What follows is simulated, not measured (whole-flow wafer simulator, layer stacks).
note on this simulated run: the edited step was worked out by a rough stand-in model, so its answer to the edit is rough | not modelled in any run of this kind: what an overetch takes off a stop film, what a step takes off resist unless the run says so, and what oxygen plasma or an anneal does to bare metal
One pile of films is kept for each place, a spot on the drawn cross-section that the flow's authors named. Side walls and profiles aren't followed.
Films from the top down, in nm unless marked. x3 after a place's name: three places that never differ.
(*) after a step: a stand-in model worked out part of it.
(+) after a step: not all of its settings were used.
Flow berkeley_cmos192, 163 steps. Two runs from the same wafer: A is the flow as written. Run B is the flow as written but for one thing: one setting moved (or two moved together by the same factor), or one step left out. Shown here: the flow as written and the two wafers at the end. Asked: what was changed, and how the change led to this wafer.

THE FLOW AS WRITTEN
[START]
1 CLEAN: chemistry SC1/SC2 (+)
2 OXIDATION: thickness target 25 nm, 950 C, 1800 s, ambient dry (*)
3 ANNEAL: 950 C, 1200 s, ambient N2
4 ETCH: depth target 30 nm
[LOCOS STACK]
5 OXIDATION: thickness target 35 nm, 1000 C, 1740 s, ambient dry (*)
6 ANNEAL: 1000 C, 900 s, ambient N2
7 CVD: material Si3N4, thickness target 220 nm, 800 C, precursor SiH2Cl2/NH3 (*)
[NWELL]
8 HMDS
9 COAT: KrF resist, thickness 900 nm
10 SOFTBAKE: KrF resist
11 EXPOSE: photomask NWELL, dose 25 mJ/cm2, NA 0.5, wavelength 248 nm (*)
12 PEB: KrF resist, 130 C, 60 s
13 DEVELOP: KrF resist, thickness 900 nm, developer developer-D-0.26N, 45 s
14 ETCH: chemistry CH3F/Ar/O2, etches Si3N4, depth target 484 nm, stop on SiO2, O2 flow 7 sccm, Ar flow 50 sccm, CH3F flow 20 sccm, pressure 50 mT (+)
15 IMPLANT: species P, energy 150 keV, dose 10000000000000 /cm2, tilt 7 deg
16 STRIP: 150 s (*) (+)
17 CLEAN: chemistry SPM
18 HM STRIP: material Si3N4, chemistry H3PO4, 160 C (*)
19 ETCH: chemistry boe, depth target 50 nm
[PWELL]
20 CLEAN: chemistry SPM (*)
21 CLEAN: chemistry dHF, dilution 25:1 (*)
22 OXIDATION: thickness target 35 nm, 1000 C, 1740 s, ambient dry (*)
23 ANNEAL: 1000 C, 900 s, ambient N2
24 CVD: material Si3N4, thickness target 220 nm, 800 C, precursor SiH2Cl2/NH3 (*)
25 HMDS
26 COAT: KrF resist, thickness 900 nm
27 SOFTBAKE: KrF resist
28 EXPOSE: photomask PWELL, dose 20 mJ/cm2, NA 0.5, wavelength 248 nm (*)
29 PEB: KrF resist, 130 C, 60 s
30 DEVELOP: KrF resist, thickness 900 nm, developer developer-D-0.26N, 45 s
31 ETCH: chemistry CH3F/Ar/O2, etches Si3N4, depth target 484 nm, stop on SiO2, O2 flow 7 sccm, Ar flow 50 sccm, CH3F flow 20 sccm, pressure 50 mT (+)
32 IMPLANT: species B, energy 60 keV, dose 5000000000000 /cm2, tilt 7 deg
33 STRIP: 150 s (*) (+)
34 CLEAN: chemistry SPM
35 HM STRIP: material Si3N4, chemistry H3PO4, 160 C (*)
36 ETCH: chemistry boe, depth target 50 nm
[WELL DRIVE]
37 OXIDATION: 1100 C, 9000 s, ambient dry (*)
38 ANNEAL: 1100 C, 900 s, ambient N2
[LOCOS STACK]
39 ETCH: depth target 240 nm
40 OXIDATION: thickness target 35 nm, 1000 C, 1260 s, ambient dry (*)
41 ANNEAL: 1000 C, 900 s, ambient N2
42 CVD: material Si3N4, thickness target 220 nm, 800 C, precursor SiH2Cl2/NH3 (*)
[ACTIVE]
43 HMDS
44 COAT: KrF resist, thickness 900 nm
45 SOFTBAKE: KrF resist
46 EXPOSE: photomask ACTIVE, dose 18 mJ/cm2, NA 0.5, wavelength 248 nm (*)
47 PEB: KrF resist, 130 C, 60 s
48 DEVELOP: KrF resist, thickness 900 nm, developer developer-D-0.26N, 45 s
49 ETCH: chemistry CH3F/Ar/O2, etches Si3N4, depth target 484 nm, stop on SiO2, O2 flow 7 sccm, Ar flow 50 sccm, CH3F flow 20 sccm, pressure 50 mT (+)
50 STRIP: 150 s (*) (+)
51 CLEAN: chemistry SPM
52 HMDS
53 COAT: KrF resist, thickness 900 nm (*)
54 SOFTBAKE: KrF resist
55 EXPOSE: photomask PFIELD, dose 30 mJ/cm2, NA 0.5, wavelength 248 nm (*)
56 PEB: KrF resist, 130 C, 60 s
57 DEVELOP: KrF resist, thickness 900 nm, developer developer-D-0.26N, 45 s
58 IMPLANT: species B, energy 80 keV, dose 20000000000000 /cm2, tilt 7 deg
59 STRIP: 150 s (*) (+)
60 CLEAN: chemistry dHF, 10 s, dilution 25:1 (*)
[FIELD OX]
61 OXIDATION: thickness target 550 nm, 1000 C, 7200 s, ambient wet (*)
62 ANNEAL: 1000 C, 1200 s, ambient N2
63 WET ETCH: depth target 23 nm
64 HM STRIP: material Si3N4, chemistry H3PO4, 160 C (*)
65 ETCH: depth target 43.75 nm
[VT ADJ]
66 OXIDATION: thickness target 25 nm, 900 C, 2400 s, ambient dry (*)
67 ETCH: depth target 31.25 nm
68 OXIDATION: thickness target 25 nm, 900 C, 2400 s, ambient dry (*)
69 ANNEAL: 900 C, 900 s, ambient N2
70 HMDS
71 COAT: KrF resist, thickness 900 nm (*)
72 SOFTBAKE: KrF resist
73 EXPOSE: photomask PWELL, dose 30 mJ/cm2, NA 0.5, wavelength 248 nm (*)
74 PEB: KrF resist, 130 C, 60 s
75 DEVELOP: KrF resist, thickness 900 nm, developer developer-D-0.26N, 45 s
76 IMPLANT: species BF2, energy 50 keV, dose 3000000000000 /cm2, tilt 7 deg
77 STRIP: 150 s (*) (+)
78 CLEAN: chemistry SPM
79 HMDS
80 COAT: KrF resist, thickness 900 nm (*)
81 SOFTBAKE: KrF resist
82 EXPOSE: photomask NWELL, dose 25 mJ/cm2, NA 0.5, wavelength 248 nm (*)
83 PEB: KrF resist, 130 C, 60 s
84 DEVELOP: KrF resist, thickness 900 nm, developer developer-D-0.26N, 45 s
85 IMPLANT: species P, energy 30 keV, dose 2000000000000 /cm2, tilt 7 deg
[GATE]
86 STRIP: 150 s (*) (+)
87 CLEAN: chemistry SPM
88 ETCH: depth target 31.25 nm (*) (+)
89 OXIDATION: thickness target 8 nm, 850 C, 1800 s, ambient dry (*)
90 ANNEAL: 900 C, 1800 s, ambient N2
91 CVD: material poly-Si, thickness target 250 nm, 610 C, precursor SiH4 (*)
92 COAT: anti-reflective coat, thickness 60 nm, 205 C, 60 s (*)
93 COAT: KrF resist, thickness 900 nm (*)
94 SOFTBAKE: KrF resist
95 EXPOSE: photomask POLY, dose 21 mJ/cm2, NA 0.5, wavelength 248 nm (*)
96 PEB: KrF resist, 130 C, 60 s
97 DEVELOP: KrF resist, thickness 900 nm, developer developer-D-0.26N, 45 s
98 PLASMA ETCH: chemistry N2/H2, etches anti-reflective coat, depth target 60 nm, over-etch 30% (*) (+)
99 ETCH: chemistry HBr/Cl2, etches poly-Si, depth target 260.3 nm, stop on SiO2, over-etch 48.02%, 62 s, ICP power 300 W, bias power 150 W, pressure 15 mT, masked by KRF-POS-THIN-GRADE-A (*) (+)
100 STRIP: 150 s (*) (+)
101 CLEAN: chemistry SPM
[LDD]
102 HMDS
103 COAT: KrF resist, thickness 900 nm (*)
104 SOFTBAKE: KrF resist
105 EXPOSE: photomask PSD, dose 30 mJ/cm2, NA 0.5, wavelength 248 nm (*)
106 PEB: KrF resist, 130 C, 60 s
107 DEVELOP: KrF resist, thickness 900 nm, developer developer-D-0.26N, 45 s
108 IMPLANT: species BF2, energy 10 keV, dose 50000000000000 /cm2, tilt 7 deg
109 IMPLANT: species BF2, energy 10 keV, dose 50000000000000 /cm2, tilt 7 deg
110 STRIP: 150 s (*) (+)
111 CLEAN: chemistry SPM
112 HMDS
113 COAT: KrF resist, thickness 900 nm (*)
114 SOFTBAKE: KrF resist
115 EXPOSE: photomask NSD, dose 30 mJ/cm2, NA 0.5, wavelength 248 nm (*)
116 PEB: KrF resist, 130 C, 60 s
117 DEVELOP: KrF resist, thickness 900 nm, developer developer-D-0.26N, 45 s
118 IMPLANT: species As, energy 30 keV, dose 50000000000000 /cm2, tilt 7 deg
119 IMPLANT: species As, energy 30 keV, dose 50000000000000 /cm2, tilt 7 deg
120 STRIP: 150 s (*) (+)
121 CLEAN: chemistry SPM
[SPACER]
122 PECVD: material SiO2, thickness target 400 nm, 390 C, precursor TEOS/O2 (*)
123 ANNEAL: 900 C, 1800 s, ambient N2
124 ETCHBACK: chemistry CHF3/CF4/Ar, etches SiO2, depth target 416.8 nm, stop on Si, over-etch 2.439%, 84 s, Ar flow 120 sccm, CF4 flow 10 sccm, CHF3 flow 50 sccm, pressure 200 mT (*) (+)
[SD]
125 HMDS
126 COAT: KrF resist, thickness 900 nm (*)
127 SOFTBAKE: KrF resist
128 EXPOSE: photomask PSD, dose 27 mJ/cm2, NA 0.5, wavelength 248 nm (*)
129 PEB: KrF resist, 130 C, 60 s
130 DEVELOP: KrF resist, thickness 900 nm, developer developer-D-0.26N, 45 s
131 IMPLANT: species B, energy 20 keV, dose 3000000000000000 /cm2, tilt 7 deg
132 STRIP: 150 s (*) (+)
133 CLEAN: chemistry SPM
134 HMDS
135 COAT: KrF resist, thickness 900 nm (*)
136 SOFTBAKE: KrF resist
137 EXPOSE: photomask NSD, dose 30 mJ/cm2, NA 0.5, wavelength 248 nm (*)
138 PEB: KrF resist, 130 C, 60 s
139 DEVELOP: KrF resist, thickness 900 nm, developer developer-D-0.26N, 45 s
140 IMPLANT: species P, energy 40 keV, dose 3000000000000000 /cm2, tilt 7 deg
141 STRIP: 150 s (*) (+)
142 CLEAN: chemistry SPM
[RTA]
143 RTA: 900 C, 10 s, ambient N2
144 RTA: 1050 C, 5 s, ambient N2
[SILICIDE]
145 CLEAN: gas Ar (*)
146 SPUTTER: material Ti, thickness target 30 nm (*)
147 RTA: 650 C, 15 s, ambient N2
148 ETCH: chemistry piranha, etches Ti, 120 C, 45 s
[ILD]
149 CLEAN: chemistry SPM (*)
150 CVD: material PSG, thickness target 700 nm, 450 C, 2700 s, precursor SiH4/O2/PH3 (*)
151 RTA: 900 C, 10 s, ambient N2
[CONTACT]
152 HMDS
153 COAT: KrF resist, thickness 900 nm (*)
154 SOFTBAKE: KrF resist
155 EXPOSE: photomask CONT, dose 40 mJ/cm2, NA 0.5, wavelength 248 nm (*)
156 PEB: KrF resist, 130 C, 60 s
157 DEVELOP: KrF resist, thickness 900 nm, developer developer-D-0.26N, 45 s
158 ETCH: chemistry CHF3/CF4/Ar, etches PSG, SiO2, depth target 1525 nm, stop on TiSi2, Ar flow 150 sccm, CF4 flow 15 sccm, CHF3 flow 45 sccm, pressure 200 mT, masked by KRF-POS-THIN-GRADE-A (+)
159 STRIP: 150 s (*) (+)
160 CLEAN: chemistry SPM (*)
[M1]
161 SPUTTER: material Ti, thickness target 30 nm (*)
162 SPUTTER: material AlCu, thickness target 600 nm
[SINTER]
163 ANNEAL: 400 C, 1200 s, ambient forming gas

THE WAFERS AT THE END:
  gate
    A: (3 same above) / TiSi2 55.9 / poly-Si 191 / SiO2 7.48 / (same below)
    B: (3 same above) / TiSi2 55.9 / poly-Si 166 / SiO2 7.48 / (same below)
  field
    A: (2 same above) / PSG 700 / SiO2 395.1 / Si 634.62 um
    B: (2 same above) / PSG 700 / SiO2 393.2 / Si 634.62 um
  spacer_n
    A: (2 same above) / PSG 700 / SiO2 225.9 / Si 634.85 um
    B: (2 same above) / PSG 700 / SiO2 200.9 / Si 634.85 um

The cause: step 91, CVD: thickness target 225 nm was run, where the flow has thickness target 250 nm.

How the change led to this, step by step:
  91 CVD: material poly-Si, thickness target 250 nm, 610 C, precursor SiH4 (*)
      field, sd_n, spacer_n and 6 more: A poly-Si +250 (new film) | B poly-Si +225 (new film)
  99 ETCH: chemistry HBr/Cl2, etches poly-Si, depth target 260.3 nm, stop on SiO2, over-etch 48.02%, 62 s, ICP power 300 W, bias power 150 W, pressure 15 mT, masked by KRF-POS-THIN-GRADE-A (*) (+)
      spacer_n, spacer_p: A poly-Si -245.8 (all of it), SiO2 -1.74 | B poly-Si -220.8 (all of it), SiO2 -3.66
      field: A poly-Si -245.8 (all of it), SiO2 -1.74 | B poly-Si -220.9 (all of it), SiO2 -3.66
      (and at 4 more places)
  103 COAT: KrF resist, thickness 900 nm (*)
      gate: A KrF resist +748 (new film) | B KrF resist +768.7 (new film)
      gate_p: A KrF resist +744.1 (new film) | B KrF resist +764.7 (new film)
  107 DEVELOP: KrF resist, thickness 900 nm, developer developer-D-0.26N, 45 s
      gate_p: A KrF resist -742.9 (all of it) | B KrF resist -763.5 (all of it)
  110 STRIP: 150 s (*) (+)
      gate: A KrF resist -732.7 (all of it), chemical SiO2 +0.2, poly-Si -0.09 | B KrF resist -753.3 (all of it), chemical SiO2 +0.2, poly-Si -0.09
  113 COAT: KrF resist, thickness 900 nm (*)
      gate: A KrF resist +747.9 (new film) | B KrF resist +767.9 (new film)
      gate_p: A KrF resist +743.9 (new film) | B KrF resist +763.9 (new film)
  117 DEVELOP: KrF resist, thickness 900 nm, developer developer-D-0.26N, 45 s
      gate: A KrF resist -746.8 (all of it) | B KrF resist -766.7 (all of it)
  120 STRIP: 150 s (*) (+)
      gate_p: A KrF resist -728.6 (all of it), chemical SiO2 +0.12, poly-Si -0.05 | B KrF resist -748.5 (all of it), chemical SiO2 +0.12, poly-Si -0.05
  124 ETCHBACK: chemistry CHF3/CF4/Ar, etches SiO2, depth target 416.8 nm, stop on Si, over-etch 2.439%, 84 s, Ar flow 120 sccm, CF4 flow 10 sccm, CHF3 flow 50 sccm, pressure 200 mT (*) (+)
      spacer_n: A SiO2 -160 | B SiO2 -183
      spacer_p: A SiO2 -159.9 | B SiO2 -183
  126 COAT: KrF resist, thickness 900 nm (*)
      spacer_n: A KrF resist +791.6 (new film) | B KrF resist +809.6 (new film)
      gate: A KrF resist +771.5 (new film) | B KrF resist +789.1 (new film)
      (and at 2 more places)
  130 DEVELOP: KrF resist, thickness 900 nm, developer developer-D-0.26N, 45 s
      spacer_p: A KrF resist -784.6 (all of it) | B KrF resist -802.6 (all of it)
      gate_p: A KrF resist -764.3 (all of it) | B KrF resist -782 (all of it)
  132 STRIP: 150 s (*) (+)
      spacer_n: A KrF resist -776.1 (all of it) | B KrF resist -794.1 (all of it)
      gate: A chemical SiO2 +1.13 (new film), KrF resist -756.1 (all of it), poly-Si -0.5 | B chemical SiO2 +1.13 (new film), KrF resist -773.7 (all of it), poly-Si -0.5
  135 COAT: KrF resist, thickness 900 nm (*)
      spacer_n: A KrF resist +791.1 (new film) | B KrF resist +809.2 (new film)
      gate: A KrF resist +770.3 (new film) | B KrF resist +787.9 (new film)
      (and at 2 more places)
  139 DEVELOP: KrF resist, thickness 900 nm, developer developer-D-0.26N, 45 s
      spacer_n: A KrF resist -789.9 (all of it) | B KrF resist -807.9 (all of it)
      gate: A KrF resist -769.1 (all of it) | B KrF resist -786.7 (all of it)
  141 STRIP: 150 s (*) (+)
      spacer_p: A KrF resist -770.2 (all of it) | B KrF resist -788.2 (all of it)
      gate_p: A KrF resist -749.1 (all of it), chemical SiO2 +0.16 | B KrF resist -766.7 (all of it), chemical SiO2 +0.16
  159 STRIP: 150 s (*) (+)
      spacer_n: A KrF resist -620.3 (all of it) | B KrF resist -633.2 (all of it)
      spacer_p: A KrF resist -605.6 (all of it) | B KrF resist -618.5 (all of it)
